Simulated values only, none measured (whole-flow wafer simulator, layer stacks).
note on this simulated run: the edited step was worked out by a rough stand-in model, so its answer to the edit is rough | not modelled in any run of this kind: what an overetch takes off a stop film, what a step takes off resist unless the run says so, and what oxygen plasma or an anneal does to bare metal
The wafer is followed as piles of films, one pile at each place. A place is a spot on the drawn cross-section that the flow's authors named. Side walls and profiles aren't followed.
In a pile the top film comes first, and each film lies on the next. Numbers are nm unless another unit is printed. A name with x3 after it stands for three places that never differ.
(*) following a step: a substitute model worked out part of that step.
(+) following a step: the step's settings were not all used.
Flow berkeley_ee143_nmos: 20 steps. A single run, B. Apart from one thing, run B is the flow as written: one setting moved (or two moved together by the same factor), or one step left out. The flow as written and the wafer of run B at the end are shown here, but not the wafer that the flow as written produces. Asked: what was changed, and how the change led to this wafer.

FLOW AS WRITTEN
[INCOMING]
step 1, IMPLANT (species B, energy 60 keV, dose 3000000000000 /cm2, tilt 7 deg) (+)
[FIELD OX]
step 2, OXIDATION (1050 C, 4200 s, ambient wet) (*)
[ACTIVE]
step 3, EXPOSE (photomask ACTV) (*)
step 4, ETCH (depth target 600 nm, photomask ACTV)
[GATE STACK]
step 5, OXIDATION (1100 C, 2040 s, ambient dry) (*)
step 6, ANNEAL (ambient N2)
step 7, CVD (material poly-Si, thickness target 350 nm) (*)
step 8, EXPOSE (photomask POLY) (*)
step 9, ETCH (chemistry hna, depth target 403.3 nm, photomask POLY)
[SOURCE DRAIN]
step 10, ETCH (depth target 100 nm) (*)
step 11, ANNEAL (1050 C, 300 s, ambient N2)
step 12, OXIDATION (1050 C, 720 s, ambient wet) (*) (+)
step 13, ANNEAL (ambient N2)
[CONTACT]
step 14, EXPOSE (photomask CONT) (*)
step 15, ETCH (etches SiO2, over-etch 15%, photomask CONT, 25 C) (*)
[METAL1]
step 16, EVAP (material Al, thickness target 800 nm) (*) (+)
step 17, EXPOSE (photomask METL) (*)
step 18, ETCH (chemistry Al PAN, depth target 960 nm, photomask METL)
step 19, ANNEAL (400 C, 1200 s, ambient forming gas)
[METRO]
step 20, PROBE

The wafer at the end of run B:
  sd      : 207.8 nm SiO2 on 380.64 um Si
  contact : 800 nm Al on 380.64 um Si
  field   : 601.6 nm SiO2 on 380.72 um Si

What caused this: step 10, ETCH: depth target 40 nm was run, while the flow as written has depth target 100 nm.

The path from the change to this, step by step:
  step 10, ETCH (depth target 100 nm) (*)
      sd, contact: -40 SiO2 (as written it would have been: -79.7 SiO2 (all of it))
      field: -40 SiO2 (as written it would have been: -100 SiO2)
  step 12, OXIDATION (1050 C, 720 s, ambient wet) (*) (+)
      sd, contact: +168.1 SiO2, -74 Si (as written it would have been: +189.4 SiO2 (new film), -83.4 Si)
      field: +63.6 SiO2, -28 Si (as written it would have been: +69.1 SiO2, -30.4 Si)
  step 15, ETCH (etches SiO2, over-etch 15%, photomask CONT, 25 C) (*)
      contact: -207.8 SiO2 (all of it) (as written it would have been: -189.4 SiO2 (all of it))
